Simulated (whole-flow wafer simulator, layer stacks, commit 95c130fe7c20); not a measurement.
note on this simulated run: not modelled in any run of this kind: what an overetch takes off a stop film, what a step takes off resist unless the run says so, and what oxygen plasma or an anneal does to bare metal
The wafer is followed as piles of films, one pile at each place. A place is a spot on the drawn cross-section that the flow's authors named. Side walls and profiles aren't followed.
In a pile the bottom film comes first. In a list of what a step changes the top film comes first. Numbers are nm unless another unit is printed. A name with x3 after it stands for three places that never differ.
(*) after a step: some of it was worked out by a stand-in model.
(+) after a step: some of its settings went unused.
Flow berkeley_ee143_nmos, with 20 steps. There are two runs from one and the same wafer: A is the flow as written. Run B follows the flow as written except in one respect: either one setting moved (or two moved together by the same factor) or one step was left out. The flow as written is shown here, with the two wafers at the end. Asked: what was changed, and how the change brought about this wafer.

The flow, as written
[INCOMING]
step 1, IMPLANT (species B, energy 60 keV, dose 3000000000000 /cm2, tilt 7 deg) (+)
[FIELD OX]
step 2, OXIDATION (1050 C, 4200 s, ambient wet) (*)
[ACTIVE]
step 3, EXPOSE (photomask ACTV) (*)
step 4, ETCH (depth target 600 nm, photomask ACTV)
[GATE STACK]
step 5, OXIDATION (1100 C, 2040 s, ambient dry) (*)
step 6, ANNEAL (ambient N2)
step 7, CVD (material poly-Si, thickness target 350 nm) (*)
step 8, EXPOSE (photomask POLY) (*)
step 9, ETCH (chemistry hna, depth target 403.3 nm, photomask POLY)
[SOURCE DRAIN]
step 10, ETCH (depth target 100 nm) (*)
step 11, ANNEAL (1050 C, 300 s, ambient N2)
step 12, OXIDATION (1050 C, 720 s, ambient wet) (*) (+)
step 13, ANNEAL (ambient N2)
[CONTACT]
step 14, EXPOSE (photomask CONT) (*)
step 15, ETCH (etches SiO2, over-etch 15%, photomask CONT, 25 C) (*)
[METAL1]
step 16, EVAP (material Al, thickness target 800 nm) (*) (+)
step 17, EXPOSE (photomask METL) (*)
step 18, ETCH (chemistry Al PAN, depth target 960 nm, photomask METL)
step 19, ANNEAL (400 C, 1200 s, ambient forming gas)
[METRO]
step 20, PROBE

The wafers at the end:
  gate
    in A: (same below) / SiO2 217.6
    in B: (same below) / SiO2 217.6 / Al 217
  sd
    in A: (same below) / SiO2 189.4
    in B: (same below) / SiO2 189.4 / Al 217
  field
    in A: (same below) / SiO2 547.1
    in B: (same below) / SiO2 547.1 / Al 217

What caused this: step 18, ETCH: depth target 583 nm was run, whereas the flow has depth target 960 nm.

The path from the change to this, step by step:
  step 18, ETCH (chemistry Al PAN, depth target 960 nm, photomask METL)
      gate, sd, field: A Al loses 800 (all of it) | B Al loses 583
With metal films that touch counted as one body, gate has 1 body; the flow as written gives 0 bodies.
With metal films that touch counted as one body, sd has 1 body; the flow as written gives 0 bodies.
With metal films that touch counted as one body, field has 1 body; the flow as written gives 0 bodies.
